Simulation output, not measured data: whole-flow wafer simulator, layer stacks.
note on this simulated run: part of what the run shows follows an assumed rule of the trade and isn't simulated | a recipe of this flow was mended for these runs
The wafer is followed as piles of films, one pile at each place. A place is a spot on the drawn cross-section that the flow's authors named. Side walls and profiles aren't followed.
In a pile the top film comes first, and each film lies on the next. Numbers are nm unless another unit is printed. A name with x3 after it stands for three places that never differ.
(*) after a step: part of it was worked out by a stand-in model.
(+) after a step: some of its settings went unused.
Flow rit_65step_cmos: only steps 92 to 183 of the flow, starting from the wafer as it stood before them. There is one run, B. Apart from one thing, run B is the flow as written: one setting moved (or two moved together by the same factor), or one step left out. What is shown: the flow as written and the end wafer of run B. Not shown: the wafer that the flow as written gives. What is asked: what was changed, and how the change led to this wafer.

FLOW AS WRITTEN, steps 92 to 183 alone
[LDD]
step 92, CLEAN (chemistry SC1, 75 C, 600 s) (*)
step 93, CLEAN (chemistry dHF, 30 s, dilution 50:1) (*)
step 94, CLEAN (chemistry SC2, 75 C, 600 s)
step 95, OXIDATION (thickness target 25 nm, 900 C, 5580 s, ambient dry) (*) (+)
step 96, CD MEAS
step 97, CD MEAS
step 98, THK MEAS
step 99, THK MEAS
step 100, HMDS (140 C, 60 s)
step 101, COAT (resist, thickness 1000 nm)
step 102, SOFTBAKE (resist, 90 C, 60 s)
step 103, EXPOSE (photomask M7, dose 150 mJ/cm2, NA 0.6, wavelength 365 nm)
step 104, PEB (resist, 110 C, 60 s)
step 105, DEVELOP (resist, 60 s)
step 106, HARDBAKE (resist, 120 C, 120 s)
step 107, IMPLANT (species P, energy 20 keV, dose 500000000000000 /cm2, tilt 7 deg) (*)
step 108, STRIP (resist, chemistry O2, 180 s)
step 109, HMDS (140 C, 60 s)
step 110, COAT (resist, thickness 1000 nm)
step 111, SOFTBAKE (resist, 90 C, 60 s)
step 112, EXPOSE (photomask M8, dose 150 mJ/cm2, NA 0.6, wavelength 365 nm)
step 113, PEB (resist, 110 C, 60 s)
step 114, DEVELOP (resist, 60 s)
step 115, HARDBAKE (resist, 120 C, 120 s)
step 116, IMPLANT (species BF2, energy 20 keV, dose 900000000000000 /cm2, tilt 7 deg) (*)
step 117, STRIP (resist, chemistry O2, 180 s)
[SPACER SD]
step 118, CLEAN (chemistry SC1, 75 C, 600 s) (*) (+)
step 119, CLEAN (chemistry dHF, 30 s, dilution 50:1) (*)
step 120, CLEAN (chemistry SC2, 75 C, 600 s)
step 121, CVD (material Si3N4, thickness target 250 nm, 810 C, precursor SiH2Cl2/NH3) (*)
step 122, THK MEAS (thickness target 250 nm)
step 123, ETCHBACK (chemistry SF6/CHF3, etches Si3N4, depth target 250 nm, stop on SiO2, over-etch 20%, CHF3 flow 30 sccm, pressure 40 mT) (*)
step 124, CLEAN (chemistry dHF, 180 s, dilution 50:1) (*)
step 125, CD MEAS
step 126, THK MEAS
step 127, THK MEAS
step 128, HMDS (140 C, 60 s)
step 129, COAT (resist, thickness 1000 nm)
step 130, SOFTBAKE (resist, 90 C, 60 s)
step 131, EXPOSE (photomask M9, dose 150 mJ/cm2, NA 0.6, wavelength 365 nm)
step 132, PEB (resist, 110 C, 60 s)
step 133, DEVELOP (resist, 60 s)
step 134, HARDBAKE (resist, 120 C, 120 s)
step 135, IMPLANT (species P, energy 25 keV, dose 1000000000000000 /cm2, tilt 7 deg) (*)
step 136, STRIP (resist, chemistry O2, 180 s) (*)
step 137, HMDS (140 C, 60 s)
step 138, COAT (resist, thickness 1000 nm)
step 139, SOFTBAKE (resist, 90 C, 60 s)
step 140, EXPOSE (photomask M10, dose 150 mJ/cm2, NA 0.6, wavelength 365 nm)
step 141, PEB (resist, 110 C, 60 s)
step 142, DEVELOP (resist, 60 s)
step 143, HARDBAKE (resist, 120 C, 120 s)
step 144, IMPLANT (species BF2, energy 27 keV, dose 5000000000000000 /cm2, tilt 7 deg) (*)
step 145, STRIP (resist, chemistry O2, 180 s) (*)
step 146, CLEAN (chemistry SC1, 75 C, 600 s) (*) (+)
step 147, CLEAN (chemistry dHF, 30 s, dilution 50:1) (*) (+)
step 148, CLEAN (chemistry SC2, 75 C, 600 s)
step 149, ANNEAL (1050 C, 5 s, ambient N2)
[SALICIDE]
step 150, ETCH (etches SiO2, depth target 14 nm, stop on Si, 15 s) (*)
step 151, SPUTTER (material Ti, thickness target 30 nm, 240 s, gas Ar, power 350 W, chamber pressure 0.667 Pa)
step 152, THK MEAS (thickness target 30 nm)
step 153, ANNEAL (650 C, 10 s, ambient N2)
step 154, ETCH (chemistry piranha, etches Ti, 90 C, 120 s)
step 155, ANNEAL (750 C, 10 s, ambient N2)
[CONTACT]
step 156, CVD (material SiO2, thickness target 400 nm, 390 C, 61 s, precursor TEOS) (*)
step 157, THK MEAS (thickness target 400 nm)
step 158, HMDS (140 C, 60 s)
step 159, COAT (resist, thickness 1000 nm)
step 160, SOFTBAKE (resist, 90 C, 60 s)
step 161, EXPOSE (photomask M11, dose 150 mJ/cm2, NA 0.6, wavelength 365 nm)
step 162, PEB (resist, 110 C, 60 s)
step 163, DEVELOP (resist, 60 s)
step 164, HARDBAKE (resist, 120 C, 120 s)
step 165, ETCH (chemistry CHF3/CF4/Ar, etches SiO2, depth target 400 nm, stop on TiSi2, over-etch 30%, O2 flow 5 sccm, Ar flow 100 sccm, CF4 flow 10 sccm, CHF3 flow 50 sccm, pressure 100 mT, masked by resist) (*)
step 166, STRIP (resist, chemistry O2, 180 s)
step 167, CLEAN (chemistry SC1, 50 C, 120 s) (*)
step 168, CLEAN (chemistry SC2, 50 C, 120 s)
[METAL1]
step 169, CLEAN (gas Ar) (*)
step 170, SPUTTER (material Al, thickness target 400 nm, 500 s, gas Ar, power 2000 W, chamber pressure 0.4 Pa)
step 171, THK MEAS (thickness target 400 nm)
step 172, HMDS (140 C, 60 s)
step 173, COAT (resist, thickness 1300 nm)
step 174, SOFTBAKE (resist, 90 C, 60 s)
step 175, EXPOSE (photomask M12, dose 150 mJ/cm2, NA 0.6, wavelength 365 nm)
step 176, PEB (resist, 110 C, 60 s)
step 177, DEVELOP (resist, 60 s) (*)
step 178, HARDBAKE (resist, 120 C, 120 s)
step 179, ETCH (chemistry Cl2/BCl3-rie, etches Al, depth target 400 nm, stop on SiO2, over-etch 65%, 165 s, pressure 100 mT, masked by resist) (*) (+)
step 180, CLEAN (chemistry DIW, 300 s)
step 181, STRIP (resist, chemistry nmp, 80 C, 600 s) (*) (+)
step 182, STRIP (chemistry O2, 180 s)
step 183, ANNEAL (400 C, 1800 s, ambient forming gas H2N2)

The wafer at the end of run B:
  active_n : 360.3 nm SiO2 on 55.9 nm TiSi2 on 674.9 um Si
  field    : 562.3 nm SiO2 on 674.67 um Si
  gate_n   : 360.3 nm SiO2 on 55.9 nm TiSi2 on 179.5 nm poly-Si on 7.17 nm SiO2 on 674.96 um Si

The reason: step 107, IMPLANT: species P, energy 20 keV, dose 500000000000000 /cm2, tilt 7 deg (*), was not run.

How this came from the change, step by step:
  step 119, CLEAN (chemistry dHF, 30 s, dilution 50:1) (*)
      field, active_n, gate_n, spacer, sd_n, contact, m1: SiO2 loses 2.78 (as written it would have been: SiO2 loses 10.5)
  step 124, CLEAN (chemistry dHF, 180 s, dilution 50:1) (*)
      active_n, sd_n, contact, m1: SiO2 loses 16.7 (as written it would have been: SiO2 loses 12.5 (all of it))
      gate_n: SiO2 loses 16.7 (as written it would have been: SiO2 loses 14.9 (all of it))
  step 136, STRIP (resist, chemistry O2, 180 s) (*)
      active_n, sd_n, contact, m1: nothing (as written it would have been: chemical SiO2 gains 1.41 (new film), Si loses 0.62)
      gate_n: nothing (as written it would have been: chemical SiO2 gains 1.41 (new film), poly-Si loses 0.62)
  step 146, CLEAN (chemistry SC1, 75 C, 600 s) (*) (+)
      active_n, sd_n, contact, m1: SiO2 loses 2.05 (as written it would have been: chemical SiO2 loses 1.02, Si loses 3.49)
      gate_n: SiO2 loses 2.05 (as written it would have been: chemical SiO2 loses 1.02, poly-Si loses 3.49)
  step 147, CLEAN (chemistry dHF, 30 s, dilution 50:1) (*) (+)
      active_n, sd_n, contact, m1: SiO2 loses 1.56 (all of it) (as written it would have been: chemical SiO2 loses 0.6 (all of it))
      gate_n: SiO2 loses 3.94 (all of it) (as written it would have been: chemical SiO2 loses 0.6 (all of it))
